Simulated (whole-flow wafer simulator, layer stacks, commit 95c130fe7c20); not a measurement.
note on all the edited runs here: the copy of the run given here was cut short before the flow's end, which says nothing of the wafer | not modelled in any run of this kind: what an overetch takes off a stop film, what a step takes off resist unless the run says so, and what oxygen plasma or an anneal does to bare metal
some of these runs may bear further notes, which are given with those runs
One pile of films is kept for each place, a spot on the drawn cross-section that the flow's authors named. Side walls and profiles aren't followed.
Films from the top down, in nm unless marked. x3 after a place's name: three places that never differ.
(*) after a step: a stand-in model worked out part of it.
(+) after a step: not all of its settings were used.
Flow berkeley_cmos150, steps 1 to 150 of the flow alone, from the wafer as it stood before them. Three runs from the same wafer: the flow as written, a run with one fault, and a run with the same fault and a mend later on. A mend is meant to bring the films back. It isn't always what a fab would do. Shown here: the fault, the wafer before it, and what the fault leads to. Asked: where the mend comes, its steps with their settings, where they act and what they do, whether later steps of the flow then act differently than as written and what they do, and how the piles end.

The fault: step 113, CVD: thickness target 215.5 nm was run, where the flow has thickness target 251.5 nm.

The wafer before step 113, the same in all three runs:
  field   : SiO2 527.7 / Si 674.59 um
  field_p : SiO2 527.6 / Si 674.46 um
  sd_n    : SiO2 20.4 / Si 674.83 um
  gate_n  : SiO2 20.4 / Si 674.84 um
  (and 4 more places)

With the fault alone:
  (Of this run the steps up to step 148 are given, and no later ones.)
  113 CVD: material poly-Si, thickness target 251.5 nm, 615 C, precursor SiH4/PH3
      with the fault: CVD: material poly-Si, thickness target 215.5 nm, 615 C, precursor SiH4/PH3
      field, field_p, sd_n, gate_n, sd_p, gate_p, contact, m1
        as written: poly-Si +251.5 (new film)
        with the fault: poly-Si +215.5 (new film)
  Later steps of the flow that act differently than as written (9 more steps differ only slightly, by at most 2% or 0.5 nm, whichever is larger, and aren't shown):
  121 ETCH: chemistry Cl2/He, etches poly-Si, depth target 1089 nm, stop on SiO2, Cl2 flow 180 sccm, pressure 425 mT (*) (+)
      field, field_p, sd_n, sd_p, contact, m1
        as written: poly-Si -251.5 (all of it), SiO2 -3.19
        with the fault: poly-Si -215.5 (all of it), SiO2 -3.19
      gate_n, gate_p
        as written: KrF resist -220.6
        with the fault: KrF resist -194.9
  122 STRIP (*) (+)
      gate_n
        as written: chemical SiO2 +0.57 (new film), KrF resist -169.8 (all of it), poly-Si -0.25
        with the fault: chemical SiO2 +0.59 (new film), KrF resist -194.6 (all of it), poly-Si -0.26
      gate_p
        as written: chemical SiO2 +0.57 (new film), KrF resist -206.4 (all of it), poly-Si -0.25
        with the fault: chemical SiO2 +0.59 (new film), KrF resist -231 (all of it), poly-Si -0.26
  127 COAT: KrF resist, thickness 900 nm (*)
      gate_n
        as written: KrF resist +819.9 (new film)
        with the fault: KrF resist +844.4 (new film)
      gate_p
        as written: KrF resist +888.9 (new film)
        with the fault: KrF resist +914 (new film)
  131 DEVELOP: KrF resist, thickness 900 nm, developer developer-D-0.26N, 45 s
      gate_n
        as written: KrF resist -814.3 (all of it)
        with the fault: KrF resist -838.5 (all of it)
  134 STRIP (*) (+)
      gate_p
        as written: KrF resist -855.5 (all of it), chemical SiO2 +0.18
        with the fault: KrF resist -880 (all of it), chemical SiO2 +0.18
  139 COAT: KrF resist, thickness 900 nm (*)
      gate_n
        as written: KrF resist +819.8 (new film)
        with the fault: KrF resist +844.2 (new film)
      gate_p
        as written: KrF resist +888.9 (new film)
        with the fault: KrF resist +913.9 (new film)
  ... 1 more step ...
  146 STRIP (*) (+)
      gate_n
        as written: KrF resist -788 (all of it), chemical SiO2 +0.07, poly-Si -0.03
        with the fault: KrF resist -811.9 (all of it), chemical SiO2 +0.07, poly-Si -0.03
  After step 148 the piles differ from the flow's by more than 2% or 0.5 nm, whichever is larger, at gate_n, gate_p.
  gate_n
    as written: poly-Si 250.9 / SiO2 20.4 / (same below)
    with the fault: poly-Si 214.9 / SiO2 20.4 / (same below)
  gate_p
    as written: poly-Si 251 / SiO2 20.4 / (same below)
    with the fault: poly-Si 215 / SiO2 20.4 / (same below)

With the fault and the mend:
  The mend comes after step 113.
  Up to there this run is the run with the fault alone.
  113a ETCH: chemistry tmah, depth target 247.8 nm
      field, field_p, sd_n, gate_n, sd_p, gate_p, contact, m1
        poly-Si -215.5 (all of it)
  113b CLEAN: chemistry SPM, 600 s (*) (the flow's step 108 once more)
      changes no film at any place that is followed
  113c CVD: material poly-Si, thickness target 251.5 nm, 615 C, precursor SiH4/PH3 (the flow's step 113 once more)
      field, field_p, sd_n, gate_n, sd_p, gate_p, contact, m1
        poly-Si +251.5 (new film)
  No later step of the flow acts differently than as written at any place that is followed.
  At the end the piles are the same as the flow's at every place that both follow.
